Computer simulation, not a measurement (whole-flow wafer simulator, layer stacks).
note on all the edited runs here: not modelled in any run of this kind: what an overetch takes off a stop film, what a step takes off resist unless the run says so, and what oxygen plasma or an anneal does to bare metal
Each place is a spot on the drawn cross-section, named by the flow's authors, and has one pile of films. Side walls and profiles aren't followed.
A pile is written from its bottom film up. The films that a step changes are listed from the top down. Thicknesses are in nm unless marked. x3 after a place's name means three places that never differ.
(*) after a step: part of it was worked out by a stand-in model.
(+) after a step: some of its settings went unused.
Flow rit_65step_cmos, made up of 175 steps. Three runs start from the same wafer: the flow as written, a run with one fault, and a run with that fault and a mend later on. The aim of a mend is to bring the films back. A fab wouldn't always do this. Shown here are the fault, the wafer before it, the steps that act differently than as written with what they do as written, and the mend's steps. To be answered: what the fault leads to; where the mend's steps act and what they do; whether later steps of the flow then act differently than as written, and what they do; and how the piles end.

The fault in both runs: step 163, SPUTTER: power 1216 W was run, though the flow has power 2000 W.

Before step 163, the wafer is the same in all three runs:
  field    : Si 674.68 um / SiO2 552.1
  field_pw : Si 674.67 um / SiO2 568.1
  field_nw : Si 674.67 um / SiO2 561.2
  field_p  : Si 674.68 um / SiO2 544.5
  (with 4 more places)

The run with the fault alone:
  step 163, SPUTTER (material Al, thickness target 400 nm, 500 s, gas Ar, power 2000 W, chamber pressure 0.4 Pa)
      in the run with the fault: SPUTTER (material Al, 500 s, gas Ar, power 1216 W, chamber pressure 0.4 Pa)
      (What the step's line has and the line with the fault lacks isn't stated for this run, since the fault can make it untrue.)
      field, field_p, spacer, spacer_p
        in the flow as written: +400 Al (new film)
        in the run with the fault: +243.2 Al (new film)
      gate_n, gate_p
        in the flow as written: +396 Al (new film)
        in the run with the fault: +243.2 Al (new film)
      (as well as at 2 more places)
  Steps further on in the flow that do not act as written (3 other steps are not shown; they differ only slightly, by no more than 2% or 0.5 nm, whichever is larger):
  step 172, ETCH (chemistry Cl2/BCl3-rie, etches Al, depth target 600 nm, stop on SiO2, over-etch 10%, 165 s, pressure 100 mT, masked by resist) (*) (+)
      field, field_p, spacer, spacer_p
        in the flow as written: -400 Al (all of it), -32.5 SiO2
        in the run with the fault: -243.2 Al (all of it), -52.1 SiO2
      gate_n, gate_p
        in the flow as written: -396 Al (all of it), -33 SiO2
        in the run with the fault: -243.2 Al (all of it), -52.1 SiO2
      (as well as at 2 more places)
  At field, field_pw, field_nw, field_p, gate_n, gate_p, spacer, spacer_p, the piles at the end differ from the flow's by more than 2% or 0.5 nm, whichever is larger.
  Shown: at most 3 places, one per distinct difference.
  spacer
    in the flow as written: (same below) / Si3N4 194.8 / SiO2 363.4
    in the run with the fault: (same below) / Si3N4 194.8 / SiO2 343.8
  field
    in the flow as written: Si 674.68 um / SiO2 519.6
    in the run with the fault: Si 674.68 um / SiO2 500
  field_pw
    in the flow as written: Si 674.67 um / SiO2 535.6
    in the run with the fault: Si 674.67 um / SiO2 516

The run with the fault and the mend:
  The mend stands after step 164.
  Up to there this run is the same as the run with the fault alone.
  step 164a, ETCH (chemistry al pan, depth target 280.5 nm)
      field, field_p, gate_n, gate_p, spacer, spacer_p
        -243.2 Al (all of it)
      field_pw, field_nw
        -243 Al (all of it)
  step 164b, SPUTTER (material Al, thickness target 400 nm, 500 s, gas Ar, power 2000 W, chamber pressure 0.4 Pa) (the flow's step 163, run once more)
      field, field_pw, field_p, spacer, spacer_p
        +400 Al (new film)
      gate_n, gate_p
        +396 Al (new film)
      field_nw
        +397.2 Al (new film)
  None of the later steps of the flow acts differently than as written at any place that is followed.
  The piles end the same as the flow's at every place that both follow.
